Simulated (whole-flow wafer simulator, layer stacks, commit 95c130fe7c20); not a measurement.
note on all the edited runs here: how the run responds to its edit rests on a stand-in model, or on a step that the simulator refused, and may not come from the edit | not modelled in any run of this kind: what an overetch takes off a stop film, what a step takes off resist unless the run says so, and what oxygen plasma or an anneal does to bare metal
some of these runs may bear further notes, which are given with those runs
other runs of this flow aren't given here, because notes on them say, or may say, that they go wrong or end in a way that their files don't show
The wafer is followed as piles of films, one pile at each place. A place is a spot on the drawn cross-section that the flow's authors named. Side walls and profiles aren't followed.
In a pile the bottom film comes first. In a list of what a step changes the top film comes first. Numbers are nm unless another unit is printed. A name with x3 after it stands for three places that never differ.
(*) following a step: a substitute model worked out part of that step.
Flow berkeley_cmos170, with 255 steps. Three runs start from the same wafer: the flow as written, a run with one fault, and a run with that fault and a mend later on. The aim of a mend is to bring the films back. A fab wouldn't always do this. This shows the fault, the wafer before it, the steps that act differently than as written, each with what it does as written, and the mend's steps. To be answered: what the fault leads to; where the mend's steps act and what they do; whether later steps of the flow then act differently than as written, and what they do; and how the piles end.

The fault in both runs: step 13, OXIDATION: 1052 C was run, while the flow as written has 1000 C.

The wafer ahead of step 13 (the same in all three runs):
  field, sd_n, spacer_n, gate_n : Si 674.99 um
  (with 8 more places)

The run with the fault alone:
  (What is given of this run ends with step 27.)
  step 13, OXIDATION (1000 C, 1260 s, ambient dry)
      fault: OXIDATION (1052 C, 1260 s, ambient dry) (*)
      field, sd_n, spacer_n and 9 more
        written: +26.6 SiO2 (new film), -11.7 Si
        fault: +41.3 SiO2 (new film), -18.2 Si
  Later steps of the flow acting differently than as written:
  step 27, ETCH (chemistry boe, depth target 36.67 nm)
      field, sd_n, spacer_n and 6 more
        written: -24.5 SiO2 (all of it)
        fault: -36.7 SiO2
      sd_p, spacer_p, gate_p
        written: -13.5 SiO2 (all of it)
        fault: -28.2 SiO2 (all of it)
  After step 27, at field, sd_n, spacer_n and 6 more, the piles differ from the flow's by more than 2% or 0.5 nm, whichever is larger.
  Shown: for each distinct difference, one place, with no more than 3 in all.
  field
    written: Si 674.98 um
    fault: Si 674.97 um / SiO2 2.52

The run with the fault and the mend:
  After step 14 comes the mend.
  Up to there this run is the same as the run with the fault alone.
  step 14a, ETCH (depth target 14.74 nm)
      field, sd_n, spacer_n and 9 more
        -14.7 SiO2
  None of the later steps of the flow acts differently than as written at any place that is followed.
  The piles end only slightly different from the flow's at the places that both follow, by no more than 2% or 0.5 nm, whichever is larger.
